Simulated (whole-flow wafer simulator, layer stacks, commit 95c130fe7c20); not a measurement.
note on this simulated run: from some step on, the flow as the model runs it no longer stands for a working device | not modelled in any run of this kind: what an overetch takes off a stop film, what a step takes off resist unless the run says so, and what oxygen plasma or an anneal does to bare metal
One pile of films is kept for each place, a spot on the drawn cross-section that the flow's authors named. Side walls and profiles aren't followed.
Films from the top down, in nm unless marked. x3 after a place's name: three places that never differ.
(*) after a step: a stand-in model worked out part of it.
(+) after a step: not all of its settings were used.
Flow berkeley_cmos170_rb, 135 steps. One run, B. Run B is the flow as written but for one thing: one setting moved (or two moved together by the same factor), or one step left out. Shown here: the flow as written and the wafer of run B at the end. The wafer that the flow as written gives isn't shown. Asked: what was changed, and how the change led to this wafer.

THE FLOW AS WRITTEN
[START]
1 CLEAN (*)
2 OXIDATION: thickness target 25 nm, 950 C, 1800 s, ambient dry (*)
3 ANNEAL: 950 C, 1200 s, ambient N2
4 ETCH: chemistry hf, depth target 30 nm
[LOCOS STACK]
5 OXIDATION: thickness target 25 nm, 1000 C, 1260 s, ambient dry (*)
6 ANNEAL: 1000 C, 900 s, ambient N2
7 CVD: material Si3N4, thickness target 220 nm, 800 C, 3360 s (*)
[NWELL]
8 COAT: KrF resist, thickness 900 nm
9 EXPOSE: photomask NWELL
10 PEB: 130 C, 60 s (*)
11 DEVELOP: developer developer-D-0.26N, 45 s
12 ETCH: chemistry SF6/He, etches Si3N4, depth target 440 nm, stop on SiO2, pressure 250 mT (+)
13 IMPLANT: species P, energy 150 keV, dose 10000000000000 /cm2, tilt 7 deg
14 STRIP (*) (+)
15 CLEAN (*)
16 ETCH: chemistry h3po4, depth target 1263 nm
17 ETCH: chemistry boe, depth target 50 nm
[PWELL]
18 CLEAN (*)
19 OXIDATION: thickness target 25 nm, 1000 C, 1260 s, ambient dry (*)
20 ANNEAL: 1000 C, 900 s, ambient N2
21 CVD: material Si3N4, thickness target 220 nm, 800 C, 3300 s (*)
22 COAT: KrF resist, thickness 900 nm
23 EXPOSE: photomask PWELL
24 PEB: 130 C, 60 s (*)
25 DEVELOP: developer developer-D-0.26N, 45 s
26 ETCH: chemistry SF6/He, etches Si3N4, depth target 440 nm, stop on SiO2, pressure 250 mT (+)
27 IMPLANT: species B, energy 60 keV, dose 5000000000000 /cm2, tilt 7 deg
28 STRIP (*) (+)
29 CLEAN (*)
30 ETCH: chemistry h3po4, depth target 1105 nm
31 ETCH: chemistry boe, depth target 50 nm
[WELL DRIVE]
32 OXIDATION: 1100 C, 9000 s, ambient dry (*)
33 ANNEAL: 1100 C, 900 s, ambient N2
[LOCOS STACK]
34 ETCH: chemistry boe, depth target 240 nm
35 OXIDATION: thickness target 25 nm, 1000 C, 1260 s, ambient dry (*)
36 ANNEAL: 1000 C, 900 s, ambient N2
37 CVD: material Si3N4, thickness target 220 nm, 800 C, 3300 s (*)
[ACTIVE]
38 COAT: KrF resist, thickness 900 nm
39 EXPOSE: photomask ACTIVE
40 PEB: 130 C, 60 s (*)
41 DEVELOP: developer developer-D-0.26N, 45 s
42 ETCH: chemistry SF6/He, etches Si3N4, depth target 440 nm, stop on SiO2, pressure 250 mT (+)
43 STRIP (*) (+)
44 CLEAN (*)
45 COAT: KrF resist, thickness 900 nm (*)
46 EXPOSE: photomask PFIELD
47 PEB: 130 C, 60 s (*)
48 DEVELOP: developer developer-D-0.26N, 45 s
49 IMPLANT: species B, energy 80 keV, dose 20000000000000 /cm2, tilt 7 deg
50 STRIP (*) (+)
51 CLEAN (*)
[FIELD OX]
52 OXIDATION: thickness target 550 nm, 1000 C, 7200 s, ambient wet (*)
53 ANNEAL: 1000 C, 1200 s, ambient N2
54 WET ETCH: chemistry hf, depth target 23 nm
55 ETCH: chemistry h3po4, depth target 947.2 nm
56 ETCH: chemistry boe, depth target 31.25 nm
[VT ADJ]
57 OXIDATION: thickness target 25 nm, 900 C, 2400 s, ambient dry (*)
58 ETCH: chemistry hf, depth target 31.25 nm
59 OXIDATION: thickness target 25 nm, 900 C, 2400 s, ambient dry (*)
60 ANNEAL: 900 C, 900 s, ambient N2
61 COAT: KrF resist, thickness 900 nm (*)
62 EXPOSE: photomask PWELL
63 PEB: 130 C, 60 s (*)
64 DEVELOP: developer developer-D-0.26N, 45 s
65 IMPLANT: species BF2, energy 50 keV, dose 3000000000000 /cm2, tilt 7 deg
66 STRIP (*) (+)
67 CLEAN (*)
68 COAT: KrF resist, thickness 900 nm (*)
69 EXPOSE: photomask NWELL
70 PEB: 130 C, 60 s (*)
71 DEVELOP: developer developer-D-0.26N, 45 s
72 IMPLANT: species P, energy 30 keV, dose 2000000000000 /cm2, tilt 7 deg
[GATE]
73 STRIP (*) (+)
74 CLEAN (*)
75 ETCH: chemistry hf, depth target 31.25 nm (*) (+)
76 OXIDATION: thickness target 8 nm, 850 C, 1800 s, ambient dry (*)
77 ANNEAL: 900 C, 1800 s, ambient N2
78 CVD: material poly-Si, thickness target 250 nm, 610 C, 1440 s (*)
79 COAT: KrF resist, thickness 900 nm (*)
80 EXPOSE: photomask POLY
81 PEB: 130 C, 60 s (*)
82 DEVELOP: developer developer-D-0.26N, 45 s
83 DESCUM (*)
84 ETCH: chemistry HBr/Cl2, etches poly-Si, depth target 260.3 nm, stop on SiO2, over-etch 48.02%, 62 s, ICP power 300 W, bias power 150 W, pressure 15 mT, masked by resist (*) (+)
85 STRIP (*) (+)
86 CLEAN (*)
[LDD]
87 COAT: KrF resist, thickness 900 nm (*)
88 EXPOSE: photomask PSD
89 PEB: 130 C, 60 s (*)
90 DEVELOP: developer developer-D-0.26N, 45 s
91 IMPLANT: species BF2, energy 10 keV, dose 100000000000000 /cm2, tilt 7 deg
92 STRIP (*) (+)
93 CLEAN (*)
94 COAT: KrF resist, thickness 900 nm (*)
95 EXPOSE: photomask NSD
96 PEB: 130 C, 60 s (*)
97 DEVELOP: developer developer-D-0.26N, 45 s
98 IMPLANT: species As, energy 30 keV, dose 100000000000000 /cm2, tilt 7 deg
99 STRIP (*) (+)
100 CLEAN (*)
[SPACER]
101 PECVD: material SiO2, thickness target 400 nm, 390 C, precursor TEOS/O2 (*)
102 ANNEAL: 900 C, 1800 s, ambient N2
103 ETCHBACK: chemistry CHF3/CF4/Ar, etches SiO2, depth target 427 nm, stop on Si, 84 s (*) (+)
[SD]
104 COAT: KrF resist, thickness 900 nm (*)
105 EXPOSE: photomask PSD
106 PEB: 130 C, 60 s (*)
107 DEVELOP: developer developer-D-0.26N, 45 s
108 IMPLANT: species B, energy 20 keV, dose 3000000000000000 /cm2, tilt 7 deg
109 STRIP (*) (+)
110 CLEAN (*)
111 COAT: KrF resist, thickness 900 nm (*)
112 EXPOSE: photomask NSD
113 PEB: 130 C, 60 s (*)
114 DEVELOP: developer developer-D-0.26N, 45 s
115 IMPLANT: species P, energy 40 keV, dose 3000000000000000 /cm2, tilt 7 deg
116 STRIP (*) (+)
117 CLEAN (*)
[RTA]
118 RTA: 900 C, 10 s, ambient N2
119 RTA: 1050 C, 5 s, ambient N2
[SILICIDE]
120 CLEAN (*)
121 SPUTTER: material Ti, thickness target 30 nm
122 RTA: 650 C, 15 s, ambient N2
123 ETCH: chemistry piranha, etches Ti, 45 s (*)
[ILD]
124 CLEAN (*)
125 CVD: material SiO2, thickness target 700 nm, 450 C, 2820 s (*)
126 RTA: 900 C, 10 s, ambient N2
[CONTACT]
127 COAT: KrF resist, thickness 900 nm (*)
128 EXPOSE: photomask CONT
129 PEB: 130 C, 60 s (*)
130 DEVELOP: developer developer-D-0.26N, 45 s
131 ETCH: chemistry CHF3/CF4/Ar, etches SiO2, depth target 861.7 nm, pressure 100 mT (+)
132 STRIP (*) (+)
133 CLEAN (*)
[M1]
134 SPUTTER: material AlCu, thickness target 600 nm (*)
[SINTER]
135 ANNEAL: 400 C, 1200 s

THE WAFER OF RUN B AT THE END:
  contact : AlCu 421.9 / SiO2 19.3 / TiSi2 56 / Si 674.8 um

The cause: step 131, ETCH: depth target 680.7 nm was run, where the flow has depth target 861.7 nm.

How the change led to this, step by step:
  131 ETCH: chemistry CHF3/CF4/Ar, etches SiO2, depth target 861.7 nm, pressure 100 mT (+)
      contact: SiO2 -680.7 (as written it would be: SiO2 -700 (all of it), TiSi2 -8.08)
      field, sd_n, spacer_n, gate, sd_p, spacer_p, gate_p, m1: KrF resist -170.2 (as written it would be: KrF resist -215.4)
  132 STRIP (*) (+)
      field: KrF resist -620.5 (all of it) (as written it would be: KrF resist -575.3 (all of it))
      sd_n: KrF resist -825.6 (all of it) (as written it would be: KrF resist -780.4 (all of it))
      (and at 6 more places)
